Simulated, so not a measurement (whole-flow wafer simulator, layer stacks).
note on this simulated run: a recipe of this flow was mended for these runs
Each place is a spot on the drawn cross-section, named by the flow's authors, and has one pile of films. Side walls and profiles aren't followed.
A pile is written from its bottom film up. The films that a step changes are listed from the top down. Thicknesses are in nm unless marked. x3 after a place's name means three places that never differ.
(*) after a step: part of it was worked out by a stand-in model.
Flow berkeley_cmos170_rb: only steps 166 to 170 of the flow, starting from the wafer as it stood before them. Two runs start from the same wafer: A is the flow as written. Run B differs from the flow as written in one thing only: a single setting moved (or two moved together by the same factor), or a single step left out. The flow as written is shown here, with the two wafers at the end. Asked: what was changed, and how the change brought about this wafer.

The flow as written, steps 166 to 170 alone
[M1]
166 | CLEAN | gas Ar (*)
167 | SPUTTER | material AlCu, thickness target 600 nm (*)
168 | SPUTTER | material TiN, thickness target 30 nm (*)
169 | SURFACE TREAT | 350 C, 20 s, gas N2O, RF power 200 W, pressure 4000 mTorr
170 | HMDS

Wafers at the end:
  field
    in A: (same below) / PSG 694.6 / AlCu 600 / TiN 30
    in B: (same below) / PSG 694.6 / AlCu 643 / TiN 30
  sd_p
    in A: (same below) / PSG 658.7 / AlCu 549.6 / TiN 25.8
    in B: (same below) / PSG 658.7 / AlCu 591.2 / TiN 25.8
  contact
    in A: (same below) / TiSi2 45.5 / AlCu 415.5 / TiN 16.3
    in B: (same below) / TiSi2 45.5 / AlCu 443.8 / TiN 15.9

What caused this: step 167, SPUTTER: thickness target 643 nm was run, whereas the flow has thickness target 600 nm.
The wafer lets one read it off: field has AlCu 643, and step 167 as written asks for 600 nm.

The path from the change to this, step by step:
  167 | SPUTTER | material AlCu, thickness target 600 nm (*)
      field, sd_n, spacer_n, gate, spacer_p, gate_p, m1: A +600 AlCu (new film) | B +643 AlCu (new film)
      sd_p: A +549.6 AlCu (new film) | B +591.2 AlCu (new film)
      (and at 1 other place as well)
